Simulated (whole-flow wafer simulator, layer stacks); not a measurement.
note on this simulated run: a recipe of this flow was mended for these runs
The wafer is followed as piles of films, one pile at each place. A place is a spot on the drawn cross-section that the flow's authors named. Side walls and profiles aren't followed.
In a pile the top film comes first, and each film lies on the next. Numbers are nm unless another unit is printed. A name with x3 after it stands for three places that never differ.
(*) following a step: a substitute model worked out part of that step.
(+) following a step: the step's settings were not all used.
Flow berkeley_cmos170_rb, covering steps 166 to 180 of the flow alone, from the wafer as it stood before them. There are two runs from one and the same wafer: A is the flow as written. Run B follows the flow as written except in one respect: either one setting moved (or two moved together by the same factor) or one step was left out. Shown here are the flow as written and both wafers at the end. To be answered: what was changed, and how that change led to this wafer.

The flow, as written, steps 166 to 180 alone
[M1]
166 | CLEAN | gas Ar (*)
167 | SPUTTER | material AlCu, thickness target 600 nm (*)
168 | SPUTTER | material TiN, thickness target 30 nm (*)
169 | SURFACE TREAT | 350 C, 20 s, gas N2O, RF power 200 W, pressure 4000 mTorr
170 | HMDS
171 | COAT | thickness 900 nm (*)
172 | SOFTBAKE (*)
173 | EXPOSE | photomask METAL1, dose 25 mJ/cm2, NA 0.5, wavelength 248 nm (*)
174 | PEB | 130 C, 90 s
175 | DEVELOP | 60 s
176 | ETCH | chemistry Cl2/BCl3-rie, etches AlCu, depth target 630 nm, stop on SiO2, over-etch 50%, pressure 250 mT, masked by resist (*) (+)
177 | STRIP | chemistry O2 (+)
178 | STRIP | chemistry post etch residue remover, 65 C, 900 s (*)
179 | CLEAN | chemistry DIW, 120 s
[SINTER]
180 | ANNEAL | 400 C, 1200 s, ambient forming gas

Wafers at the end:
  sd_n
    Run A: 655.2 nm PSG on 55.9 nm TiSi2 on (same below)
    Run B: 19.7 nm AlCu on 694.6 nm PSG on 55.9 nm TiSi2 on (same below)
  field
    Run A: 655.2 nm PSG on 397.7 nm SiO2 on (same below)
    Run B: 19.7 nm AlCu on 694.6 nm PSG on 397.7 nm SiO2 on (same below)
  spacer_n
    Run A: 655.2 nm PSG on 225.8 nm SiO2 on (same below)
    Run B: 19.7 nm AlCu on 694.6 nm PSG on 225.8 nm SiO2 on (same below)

The reason: step 167, SPUTTER: thickness target 937.5 nm was run, whereas the flow has thickness target 600 nm.

Step by step, how the change led to this:
  167 | SPUTTER | material AlCu, thickness target 600 nm (*)
      field, sd_n, spacer_n, gate, spacer_p, gate_p, m1: A AlCu gains 600 (new film) | B AlCu gains 937.5 (new film)
      sd_p: A AlCu gains 549.6 (new film) | B AlCu gains 877.2 (new film)
      (also at 1 further place)
  168 | SPUTTER | material TiN, thickness target 30 nm (*)
      contact: A TiN gains 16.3 (new film) | B TiN gains 12.9 (new film)
  171 | COAT | thickness 900 nm (*)
      contact: A KrF-resist gains 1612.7 (new film) | B KrF-resist gains 1749.8 (new film)
  176 | ETCH | chemistry Cl2/BCl3-rie, etches AlCu, depth target 630 nm, stop on SiO2, over-etch 50%, pressure 250 mT, masked by resist (*) (+)
      field, sd_n, spacer_n, gate, spacer_p, gate_p: A TiN loses 30 (all of it), AlCu loses 600 (all of it), PSG loses 39.4 | B TiN loses 30 (all of it), AlCu loses 915
      sd_p: A TiN loses 25.8 (all of it), AlCu loses 549.6 (all of it), PSG loses 46.2 | B TiN loses 25.7 (all of it), AlCu loses 877.2 (all of it), PSG loses 5.26
  177 | STRIP | chemistry O2 (+)
      contact: A KrF-resist loses 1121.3 (all of it) | B KrF-resist loses 1257.9 (all of it)
  178 | STRIP | chemistry post etch residue remover, 65 C, 900 s (*)
      field, sd_n, spacer_n, gate, spacer_p, gate_p: A nothing | B AlCu loses 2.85
If metal films that touch count as one body, sd_n has 1 body; the flow as written gives 0 bodies.
If metal films that touch count as one body, field has 1 body; the flow as written gives 0 bodies.
If metal films that touch count as one body, spacer_n has 1 body; the flow as written gives 0 bodies.
